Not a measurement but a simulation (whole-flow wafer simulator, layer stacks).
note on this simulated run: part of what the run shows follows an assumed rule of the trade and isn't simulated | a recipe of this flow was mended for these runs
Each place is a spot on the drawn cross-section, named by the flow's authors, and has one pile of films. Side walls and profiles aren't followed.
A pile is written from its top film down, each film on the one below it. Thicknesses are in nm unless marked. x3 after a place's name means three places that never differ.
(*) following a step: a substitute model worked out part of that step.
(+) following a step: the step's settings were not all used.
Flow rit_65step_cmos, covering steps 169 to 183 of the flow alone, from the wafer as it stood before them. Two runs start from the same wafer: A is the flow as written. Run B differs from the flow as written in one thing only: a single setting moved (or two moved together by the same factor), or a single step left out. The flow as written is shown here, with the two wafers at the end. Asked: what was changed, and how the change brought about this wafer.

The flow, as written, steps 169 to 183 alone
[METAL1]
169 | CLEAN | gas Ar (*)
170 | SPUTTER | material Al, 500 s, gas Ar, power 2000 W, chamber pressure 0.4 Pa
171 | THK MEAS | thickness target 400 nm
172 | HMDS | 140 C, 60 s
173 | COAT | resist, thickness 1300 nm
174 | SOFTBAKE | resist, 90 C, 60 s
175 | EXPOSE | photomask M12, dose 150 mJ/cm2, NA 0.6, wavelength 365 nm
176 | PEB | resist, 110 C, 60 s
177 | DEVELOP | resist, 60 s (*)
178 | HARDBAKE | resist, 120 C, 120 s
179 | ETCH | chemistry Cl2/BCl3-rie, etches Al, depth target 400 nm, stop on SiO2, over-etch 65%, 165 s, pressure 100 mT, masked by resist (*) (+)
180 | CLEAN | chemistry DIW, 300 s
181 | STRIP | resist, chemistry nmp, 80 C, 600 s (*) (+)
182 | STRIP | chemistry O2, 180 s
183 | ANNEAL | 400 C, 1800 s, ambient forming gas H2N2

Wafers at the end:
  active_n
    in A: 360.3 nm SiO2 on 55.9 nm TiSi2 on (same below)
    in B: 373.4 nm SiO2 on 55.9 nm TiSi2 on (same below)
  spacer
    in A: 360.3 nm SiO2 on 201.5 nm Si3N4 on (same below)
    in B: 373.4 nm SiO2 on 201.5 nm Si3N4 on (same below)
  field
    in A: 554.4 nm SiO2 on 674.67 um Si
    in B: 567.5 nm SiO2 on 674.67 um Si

Cause: step 170, SPUTTER: 631 s was run, though the flow has 500 s.

The path from the change to this, step by step:
  170 | SPUTTER | material Al, 500 s, gas Ar, power 2000 W, chamber pressure 0.4 Pa
      field, field_pw, field_nw and 10 more: A Al gains 400 (new film) | B Al gains 504.8 (new film)
      contact: A Al gains 255.4 (new film) | B Al gains 314.5 (new film)
  173 | COAT | resist, thickness 1300 nm
      contact: A resist gains 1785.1 (new film) | B resist gains 1833.4 (new film)
  176 | PEB | resist, 110 C, 60 s
      contact: A resist loses 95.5 | B resist loses 98.2
  178 | HARDBAKE | resist, 120 C, 120 s
      contact: A resist loses 62.1 | B resist loses 64
  179 | ETCH | chemistry Cl2/BCl3-rie, etches Al, depth target 400 nm, stop on SiO2, over-etch 65%, 165 s, pressure 100 mT, masked by resist (*) (+)
      field, field_pw, field_nw and 9 more: A Al loses 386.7 (all of it), SiO2 loses 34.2 | B Al loses 491.5 (all of it), SiO2 loses 21.1
  181 | STRIP | resist, chemistry nmp, 80 C, 600 s (*) (+)
      contact: A resist loses 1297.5 (all of it) | B resist loses 1341.2 (all of it)
